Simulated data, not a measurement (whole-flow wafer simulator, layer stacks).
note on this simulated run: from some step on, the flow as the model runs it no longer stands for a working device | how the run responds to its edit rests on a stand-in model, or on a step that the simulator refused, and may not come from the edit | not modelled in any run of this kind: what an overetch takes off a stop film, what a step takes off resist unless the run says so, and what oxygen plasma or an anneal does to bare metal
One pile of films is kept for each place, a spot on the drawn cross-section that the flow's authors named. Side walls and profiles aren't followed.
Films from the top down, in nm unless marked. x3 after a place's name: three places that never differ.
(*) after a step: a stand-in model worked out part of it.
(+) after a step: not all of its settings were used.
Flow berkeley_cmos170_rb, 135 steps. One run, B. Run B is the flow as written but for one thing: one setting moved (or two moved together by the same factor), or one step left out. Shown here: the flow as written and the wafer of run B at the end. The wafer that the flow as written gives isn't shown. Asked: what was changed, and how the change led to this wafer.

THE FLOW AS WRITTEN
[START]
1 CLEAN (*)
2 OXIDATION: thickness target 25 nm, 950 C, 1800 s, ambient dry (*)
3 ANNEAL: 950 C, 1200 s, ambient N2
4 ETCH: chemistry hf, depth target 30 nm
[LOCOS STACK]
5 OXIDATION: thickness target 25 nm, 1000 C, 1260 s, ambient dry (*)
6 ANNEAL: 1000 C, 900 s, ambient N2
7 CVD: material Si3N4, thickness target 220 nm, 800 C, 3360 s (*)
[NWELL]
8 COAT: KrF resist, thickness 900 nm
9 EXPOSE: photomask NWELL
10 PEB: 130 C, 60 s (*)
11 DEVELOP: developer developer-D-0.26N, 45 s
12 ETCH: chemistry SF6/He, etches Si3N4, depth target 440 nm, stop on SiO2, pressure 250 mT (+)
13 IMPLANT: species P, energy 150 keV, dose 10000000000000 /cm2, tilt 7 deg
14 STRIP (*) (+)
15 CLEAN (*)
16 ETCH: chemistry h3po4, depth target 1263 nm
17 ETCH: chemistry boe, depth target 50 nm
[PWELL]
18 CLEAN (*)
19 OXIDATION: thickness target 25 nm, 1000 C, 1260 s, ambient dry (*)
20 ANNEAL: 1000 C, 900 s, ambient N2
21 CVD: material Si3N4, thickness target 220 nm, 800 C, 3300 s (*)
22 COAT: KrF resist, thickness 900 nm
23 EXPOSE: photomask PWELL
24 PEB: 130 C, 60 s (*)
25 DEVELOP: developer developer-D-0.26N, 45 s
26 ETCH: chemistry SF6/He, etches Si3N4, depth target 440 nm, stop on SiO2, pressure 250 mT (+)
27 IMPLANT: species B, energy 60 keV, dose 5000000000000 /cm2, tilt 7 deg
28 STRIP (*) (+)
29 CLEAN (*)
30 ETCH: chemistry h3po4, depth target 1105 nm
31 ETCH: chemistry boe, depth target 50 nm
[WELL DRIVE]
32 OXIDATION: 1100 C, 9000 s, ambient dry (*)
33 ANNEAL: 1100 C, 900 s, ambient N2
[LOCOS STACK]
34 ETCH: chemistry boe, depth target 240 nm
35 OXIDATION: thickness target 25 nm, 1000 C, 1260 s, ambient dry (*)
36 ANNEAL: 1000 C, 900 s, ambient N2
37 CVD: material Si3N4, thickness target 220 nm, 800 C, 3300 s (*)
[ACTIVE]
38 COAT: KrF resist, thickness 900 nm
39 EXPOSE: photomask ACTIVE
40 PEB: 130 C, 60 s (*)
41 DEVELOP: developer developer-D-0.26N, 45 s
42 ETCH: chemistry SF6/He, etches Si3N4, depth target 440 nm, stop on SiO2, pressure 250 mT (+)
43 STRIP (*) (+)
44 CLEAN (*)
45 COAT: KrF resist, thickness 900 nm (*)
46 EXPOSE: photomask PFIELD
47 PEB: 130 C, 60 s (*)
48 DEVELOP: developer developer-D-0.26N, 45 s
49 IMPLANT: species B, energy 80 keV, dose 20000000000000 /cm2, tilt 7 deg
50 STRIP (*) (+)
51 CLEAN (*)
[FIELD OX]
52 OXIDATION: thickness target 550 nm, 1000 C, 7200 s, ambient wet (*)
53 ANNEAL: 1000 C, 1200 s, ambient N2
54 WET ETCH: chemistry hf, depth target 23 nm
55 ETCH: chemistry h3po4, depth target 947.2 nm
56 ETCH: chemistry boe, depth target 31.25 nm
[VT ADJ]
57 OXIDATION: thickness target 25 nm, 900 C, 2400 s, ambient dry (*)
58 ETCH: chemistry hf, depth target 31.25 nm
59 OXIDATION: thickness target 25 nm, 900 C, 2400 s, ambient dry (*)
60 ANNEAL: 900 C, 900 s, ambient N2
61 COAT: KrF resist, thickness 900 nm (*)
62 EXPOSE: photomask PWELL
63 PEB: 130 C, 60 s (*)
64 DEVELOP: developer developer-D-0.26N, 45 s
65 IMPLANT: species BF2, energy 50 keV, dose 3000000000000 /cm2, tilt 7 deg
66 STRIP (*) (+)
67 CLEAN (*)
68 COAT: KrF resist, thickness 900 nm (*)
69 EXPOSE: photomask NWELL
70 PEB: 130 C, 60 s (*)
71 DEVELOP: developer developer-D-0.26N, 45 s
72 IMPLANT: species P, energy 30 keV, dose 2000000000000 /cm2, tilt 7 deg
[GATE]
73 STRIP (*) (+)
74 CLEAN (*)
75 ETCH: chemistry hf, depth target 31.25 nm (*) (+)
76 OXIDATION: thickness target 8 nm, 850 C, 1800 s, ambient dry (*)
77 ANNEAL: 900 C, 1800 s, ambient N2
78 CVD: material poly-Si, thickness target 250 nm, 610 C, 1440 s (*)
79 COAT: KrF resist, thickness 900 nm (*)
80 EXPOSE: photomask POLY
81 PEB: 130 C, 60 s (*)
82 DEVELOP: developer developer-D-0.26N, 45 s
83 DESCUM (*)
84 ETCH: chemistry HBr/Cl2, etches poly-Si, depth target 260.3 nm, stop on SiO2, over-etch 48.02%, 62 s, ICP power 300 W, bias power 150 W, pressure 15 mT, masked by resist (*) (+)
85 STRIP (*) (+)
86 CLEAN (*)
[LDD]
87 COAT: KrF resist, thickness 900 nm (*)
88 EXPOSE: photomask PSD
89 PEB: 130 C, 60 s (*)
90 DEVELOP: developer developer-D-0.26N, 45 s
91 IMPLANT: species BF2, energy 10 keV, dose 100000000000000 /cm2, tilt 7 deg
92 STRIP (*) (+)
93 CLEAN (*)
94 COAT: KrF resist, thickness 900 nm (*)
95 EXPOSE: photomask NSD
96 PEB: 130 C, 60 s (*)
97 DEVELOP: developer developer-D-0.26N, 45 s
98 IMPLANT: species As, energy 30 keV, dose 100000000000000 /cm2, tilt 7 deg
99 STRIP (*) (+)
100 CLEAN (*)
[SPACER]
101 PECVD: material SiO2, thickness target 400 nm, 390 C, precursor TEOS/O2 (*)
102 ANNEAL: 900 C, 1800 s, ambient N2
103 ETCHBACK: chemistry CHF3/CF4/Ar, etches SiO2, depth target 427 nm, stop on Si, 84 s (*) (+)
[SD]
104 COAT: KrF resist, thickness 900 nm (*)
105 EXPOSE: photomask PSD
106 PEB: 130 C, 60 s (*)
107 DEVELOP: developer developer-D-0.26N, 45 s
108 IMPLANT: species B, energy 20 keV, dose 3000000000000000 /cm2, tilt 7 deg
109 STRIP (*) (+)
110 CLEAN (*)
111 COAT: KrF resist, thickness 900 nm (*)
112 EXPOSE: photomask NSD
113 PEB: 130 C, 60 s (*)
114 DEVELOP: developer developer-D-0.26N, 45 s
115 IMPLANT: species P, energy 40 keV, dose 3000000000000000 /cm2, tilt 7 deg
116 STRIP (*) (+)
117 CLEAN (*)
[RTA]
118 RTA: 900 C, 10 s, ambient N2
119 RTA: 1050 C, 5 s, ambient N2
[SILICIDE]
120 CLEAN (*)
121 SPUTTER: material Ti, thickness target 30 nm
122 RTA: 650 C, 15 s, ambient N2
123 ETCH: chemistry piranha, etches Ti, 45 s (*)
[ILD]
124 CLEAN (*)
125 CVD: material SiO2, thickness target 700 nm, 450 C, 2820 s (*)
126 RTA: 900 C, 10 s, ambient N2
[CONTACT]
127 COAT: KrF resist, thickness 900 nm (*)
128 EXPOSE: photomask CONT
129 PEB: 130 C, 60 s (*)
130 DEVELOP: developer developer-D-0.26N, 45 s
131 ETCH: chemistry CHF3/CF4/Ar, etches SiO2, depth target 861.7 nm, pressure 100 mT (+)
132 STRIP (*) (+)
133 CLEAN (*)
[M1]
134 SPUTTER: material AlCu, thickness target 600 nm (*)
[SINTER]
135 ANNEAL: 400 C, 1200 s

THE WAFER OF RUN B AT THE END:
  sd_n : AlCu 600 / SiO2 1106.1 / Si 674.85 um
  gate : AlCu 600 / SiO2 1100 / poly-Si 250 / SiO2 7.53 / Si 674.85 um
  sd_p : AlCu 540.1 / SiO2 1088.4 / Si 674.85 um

The cause: step 103, ETCHBACK: chemistry CHF3/CF4/Ar, etches SiO2, depth target 427 nm, stop on Si, 84 s (*) (+), was left out.

How the change led to this, step by step:
  104 COAT: KrF resist, thickness 900 nm (*)
      spacer_n: KrF resist +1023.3 (new film) (as written it would be: KrF resist +766.3 (new film))
      gate: KrF resist +757.5 (new film) (as written it would be: KrF resist +742.1 (new film))
      (and at 3 more places)
  107 DEVELOP: developer developer-D-0.26N, 45 s
      sd_p: KrF resist -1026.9 (all of it) (as written it would be: KrF resist -990.7 (all of it))
      spacer_p: KrF resist -1030.9 (all of it) (as written it would be: KrF resist -767.7 (all of it))
      (and at 1 more place)
  109 STRIP (*) (+)
      spacer_n: KrF resist -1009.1 (all of it) (as written it would be: KrF resist -752.1 (all of it))
      gate: KrF resist -743.3 (all of it) (as written it would be: KrF resist -727.9 (all of it))
  111 COAT: KrF resist, thickness 900 nm (*)
      spacer_n: KrF resist +1023.3 (new film) (as written it would be: KrF resist +766.3 (new film))
      gate: KrF resist +757.5 (new film) (as written it would be: KrF resist +742.1 (new film))
      (and at 3 more places)
  114 DEVELOP: developer developer-D-0.26N, 45 s
      spacer_n: KrF resist -1023.3 (all of it) (as written it would be: KrF resist -766.3 (all of it))
      gate: KrF resist -757.5 (all of it) (as written it would be: KrF resist -742.1 (all of it))
  116 STRIP (*) (+)
      sd_p: KrF resist -1012.7 (all of it) (as written it would be: KrF resist -976.5 (all of it))
      spacer_p: KrF resist -1016.7 (all of it) (as written it would be: KrF resist -753.5 (all of it))
      (and at 1 more place)
  121 SPUTTER: material Ti, thickness target 30 nm
      spacer_n, spacer_p: Ti +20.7 (new film) (as written it would be: Ti +30 (new film))
  122 RTA: 650 C, 15 s, ambient N2
      sd_n, contact, m1: nothing (as written it would be: Ti -23.4, TiSi first +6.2 (new film), TiSi2 C49 +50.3 (new film), Si -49)
      gate, gate_p: nothing (as written it would be: Ti -23.4, TiSi first +6.2 (new film), TiSi2 C49 +50.3 (new film), poly-Si -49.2)
      (and at 1 more place)
  123 ETCH: chemistry piranha, etches Ti, 45 s (*)
      sd_n, gate, gate_p, contact, m1: Ti -30 (all of it) (as written it would be: Ti -6.6 (all of it))
      spacer_n, spacer_p: Ti -20.7 (all of it) (as written it would be: Ti -30 (all of it))
      (and at 1 more place)
  125 CVD: material SiO2, thickness target 700 nm, 450 C, 2820 s (*)
      sd_n, gate, sd_p, gate_p, contact, m1: SiO2 +700 (as written it would be: SiO2 +700 (new film))
  126 RTA: 900 C, 10 s, ambient N2
      sd_n, contact, m1: nothing (as written it would be: under 1 film: TiSi2 +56 (new film), TiSi first -6.2 (all of it), TiSi2 C49 -50.3 (all of it), Si -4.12)
      gate, gate_p: nothing (as written it would be: under 1 film: TiSi2 +56 (new film), TiSi first -6.2 (all of it), TiSi2 C49 -50.3 (all of it), poly-Si -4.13)
      (and at 1 more place)
  127 COAT: KrF resist, thickness 900 nm (*)
      field: KrF resist +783 (new film) (as written it would be: KrF resist +804.9 (new film))
      spacer_n: KrF resist +1029.3 (new film) (as written it would be: KrF resist +819.8 (new film))
      (and at 3 more places)
  131 ETCH: chemistry CHF3/CF4/Ar, etches SiO2, depth target 861.7 nm, pressure 100 mT (+)
      contact: SiO2 -861.7 (as written it would be: SiO2 -700 (all of it), TiSi2 -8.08)
  132 STRIP (*) (+)
      field: KrF resist -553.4 (all of it) (as written it would be: KrF resist -575.3 (all of it))
      spacer_n: KrF resist -799.7 (all of it) (as written it would be: KrF resist -590.2 (all of it))
      (and at 3 more places)
  134 SPUTTER: material AlCu, thickness target 600 nm (*)
      spacer_n: AlCu +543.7 (new film) (as written it would be: AlCu +600 (new film))
      spacer_p: AlCu +540.1 (new film) (as written it would be: AlCu +600 (new film))
      (and at 1 more place)
